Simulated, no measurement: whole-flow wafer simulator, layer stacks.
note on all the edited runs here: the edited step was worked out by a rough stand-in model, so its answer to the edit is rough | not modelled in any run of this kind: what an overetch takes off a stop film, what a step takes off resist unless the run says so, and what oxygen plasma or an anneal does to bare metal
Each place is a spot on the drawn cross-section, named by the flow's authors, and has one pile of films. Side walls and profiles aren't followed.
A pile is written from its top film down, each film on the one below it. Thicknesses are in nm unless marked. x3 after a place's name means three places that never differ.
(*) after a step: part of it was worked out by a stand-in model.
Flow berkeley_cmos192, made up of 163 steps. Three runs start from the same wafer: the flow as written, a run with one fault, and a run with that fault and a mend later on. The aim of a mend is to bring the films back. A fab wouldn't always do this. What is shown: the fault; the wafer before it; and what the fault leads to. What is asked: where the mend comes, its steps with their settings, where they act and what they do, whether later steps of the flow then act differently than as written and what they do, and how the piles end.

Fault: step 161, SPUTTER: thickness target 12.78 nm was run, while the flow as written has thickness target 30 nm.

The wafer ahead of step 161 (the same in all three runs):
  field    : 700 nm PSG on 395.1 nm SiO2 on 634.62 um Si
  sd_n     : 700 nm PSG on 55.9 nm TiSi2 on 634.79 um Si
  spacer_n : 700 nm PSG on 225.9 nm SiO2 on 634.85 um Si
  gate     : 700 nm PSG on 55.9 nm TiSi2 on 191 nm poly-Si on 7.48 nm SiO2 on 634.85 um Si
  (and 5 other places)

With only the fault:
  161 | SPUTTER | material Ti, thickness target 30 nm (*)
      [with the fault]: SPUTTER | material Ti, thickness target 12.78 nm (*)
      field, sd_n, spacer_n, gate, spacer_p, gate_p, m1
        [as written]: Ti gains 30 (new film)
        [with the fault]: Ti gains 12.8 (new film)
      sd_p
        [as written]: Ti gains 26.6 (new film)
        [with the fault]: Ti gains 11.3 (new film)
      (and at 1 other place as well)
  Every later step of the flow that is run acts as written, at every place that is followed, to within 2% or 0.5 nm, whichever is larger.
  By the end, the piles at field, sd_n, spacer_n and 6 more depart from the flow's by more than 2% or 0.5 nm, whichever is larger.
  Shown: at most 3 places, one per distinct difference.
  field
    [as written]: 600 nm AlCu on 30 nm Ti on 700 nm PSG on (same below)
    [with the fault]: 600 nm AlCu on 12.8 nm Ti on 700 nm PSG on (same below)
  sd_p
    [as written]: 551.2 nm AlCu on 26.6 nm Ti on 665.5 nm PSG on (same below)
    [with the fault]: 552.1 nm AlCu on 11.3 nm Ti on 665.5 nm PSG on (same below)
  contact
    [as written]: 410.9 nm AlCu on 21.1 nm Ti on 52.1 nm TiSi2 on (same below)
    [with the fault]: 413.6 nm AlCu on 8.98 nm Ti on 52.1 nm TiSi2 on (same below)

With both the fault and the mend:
  After step 161 comes the mend.
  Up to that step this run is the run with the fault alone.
  161a | ETCH | chemistry piranha, etches Ti, 120 C, 22 s (a further turn of the flow's step 148, with different settings)
      field, sd_n, spacer_n, gate, spacer_p, gate_p, m1
        Ti loses 12.8 (all of it)
      sd_p
        Ti loses 11.3 (all of it)
      contact
        Ti loses 8.98 (all of it)
  161b | SPUTTER | material Ti, thickness target 30 nm (*) (a further turn of the flow's step 161)
      field, sd_n, spacer_n, gate, spacer_p, gate_p, m1
        Ti gains 30 (new film)
      sd_p
        Ti gains 26.6 (new film)
      contact
        Ti gains 21.1 (new film)
  Every later step of the flow that is run acts as written at every place that is followed.
  At every place that both follow, the piles at the end match the flow's.
